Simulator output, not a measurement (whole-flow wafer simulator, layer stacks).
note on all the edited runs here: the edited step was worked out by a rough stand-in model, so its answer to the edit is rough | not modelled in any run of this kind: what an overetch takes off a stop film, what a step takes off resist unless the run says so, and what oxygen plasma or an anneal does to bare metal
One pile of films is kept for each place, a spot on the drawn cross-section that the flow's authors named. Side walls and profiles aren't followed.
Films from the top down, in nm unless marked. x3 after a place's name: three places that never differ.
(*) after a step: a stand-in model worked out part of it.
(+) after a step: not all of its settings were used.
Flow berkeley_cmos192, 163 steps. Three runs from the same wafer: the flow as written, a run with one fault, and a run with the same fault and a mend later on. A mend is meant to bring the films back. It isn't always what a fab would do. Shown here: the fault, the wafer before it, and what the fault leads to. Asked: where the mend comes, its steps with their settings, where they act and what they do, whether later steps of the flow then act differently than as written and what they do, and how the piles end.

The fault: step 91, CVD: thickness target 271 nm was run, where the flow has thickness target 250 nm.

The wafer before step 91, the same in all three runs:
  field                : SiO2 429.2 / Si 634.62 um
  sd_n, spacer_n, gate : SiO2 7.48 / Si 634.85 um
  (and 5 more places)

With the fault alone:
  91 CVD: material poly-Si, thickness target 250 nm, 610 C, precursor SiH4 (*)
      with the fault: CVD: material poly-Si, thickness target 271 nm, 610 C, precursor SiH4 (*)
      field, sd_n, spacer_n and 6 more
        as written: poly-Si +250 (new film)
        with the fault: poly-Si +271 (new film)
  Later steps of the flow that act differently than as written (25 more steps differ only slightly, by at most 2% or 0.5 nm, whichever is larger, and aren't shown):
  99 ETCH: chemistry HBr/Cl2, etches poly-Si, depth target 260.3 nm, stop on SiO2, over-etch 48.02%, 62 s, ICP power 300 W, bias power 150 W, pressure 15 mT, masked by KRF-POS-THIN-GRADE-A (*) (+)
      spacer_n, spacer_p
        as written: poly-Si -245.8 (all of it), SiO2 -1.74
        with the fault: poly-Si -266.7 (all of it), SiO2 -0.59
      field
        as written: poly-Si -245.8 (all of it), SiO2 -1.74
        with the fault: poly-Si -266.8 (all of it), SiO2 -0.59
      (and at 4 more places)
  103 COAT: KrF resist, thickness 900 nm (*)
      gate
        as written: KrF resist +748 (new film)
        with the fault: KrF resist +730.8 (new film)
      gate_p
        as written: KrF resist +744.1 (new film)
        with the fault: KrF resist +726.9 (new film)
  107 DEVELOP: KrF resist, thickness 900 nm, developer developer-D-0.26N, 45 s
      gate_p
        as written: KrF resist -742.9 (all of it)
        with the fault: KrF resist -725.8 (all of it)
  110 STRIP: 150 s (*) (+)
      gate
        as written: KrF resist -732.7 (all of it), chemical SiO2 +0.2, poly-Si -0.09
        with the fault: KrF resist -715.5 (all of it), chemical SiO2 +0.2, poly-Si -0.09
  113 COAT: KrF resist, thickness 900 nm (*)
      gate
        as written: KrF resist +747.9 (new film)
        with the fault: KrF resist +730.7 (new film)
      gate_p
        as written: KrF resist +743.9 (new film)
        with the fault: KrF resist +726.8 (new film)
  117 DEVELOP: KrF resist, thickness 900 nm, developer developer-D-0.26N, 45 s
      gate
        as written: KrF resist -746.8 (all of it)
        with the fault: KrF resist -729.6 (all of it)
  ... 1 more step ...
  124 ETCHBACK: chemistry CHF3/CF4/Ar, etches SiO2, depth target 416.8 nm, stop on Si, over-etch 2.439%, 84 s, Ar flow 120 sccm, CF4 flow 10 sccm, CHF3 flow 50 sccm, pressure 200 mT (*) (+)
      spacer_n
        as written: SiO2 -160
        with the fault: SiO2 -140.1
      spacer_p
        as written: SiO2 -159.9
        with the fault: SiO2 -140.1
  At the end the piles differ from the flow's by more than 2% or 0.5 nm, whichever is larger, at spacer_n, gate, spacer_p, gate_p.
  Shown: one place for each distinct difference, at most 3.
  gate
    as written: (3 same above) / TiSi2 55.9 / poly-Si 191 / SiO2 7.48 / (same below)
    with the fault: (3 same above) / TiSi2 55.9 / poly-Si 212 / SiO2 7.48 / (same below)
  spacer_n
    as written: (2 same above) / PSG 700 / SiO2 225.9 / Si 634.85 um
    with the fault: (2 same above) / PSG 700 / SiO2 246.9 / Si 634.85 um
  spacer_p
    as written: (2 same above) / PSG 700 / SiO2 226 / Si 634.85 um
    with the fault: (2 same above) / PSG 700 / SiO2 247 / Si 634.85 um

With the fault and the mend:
  The mend comes after step 91.
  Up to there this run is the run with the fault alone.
  91a ETCH: chemistry tmah, depth target 21 nm
      field, sd_n, spacer_n and 6 more
        poly-Si -21
  No later step of the flow acts differently than as written at any place that is followed.
  At the end the piles are the same as the flow's at every place that both follow.
